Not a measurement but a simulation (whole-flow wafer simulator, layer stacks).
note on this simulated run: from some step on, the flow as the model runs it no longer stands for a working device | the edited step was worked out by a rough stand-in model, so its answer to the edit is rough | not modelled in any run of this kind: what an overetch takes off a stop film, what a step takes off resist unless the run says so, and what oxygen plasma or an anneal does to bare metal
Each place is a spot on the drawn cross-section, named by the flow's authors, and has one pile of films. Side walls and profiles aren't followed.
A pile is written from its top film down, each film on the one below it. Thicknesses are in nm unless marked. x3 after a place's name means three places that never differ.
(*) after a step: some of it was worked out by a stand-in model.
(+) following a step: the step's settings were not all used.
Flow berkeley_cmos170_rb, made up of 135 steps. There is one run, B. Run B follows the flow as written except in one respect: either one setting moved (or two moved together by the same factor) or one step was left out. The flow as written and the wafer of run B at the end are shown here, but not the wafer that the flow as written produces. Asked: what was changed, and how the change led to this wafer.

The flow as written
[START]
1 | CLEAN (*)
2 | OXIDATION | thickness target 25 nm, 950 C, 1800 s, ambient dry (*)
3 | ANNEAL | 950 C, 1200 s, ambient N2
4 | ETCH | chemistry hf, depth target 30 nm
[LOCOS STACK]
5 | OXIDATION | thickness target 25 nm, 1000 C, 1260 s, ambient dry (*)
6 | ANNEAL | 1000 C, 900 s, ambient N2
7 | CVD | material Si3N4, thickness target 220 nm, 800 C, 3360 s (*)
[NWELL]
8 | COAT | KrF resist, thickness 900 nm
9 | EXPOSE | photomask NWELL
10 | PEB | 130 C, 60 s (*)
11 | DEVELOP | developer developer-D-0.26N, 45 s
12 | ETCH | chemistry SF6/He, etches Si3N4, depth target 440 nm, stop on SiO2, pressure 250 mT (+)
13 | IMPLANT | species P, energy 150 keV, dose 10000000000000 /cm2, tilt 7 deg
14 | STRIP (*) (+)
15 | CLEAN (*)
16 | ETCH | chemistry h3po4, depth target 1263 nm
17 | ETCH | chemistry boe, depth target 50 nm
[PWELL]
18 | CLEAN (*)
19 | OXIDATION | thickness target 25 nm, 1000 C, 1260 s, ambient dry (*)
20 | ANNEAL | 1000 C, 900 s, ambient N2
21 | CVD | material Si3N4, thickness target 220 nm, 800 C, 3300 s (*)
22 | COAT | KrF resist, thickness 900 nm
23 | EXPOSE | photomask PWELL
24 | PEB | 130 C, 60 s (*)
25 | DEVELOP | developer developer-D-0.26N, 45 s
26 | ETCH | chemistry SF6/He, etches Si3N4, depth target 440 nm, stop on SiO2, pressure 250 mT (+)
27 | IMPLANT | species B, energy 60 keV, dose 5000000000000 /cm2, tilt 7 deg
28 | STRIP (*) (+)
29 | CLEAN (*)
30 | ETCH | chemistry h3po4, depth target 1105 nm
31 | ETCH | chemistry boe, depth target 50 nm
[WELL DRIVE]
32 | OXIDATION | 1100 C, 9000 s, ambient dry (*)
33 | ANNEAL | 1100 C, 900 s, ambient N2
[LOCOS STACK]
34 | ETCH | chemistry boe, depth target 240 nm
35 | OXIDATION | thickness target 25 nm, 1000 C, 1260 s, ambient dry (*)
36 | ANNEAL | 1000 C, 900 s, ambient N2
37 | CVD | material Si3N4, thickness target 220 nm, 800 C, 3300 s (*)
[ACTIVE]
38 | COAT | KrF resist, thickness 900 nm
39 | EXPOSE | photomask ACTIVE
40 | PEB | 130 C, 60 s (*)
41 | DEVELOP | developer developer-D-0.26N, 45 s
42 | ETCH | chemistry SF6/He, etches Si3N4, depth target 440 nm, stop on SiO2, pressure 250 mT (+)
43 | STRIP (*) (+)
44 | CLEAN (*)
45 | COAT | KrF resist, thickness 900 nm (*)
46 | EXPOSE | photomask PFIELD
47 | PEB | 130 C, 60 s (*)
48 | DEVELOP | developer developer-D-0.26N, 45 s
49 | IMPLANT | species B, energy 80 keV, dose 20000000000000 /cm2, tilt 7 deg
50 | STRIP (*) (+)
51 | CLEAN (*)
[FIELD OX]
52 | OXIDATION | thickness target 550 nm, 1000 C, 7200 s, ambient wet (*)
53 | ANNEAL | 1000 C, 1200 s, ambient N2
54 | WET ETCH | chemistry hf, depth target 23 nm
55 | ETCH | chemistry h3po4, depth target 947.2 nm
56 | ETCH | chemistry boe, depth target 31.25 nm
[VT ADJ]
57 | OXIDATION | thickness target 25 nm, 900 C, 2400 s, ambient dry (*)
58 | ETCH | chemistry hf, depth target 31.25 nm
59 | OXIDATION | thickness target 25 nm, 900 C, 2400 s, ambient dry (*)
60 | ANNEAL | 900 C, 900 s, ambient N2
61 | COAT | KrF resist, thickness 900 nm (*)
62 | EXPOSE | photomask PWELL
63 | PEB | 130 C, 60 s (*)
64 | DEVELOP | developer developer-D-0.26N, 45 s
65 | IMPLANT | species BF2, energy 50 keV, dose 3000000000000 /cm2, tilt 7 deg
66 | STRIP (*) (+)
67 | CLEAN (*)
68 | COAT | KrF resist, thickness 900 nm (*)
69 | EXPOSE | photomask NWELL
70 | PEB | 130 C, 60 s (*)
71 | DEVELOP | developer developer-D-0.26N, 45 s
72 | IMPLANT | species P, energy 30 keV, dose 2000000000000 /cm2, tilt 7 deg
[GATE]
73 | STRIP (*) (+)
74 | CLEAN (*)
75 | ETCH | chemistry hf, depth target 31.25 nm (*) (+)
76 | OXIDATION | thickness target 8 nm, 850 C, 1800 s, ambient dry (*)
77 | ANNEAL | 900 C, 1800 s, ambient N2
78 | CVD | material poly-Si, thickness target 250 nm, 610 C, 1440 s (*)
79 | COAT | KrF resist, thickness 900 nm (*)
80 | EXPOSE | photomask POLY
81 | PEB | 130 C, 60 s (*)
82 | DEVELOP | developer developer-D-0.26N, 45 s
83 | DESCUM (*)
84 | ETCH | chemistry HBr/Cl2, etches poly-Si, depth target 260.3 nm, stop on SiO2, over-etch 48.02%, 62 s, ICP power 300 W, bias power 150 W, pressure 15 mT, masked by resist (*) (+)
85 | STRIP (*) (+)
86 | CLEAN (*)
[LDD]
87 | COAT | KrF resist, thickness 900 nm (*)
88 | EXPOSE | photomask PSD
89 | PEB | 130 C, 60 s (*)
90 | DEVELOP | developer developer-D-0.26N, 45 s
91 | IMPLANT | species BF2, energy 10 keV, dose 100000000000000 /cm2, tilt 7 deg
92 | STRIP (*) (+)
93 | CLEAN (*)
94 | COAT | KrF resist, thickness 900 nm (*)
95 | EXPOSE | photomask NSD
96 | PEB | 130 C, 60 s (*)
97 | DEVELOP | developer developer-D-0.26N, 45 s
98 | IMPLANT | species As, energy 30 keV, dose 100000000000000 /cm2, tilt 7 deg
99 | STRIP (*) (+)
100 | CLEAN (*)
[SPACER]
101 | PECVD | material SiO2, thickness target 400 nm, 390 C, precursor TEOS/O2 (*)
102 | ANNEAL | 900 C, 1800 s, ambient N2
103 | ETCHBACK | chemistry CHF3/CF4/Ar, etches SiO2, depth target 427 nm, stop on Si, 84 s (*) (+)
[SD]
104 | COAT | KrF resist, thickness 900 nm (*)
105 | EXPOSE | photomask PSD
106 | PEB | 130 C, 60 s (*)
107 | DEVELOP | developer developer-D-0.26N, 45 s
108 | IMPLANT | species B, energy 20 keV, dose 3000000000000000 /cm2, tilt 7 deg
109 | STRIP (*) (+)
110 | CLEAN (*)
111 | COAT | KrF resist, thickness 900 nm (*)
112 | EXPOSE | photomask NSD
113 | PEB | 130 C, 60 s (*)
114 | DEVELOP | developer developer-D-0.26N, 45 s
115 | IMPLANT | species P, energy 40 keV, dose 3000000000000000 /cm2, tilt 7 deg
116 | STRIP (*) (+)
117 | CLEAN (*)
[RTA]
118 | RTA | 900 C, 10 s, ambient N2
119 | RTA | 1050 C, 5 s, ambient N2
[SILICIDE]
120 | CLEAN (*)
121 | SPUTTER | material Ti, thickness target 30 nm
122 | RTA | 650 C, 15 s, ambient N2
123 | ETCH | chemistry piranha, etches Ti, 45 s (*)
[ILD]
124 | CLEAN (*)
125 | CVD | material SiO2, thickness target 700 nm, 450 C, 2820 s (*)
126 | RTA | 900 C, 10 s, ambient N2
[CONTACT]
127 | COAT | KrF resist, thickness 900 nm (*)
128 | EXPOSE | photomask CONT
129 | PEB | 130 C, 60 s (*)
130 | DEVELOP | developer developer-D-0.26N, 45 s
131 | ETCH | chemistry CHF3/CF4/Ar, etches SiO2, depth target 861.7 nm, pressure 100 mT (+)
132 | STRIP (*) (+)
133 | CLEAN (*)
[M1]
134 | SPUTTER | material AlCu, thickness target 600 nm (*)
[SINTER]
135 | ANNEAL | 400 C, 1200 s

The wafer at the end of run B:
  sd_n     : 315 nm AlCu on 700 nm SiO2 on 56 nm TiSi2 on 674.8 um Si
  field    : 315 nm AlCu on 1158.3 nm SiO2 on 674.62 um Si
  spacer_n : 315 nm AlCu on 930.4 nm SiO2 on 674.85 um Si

What caused this: step 134, SPUTTER: thickness target 315 nm was run, though the flow has thickness target 600 nm.
The wafer itself shows it: sd_n has AlCu 315, and step 134 as written asks for 600 nm.

Step by step, how the change led to this:
  134 | SPUTTER | material AlCu, thickness target 600 nm (*)
      field, sd_n, spacer_n, gate, spacer_p, gate_p, m1: AlCu gains 315 (new film) (in the flow as written it would be: AlCu gains 600 (new film))
      sd_p: AlCu gains 280.9 (new film) (in the flow as written it would be: AlCu gains 545.9 (new film))
      (as well as at 1 more place)
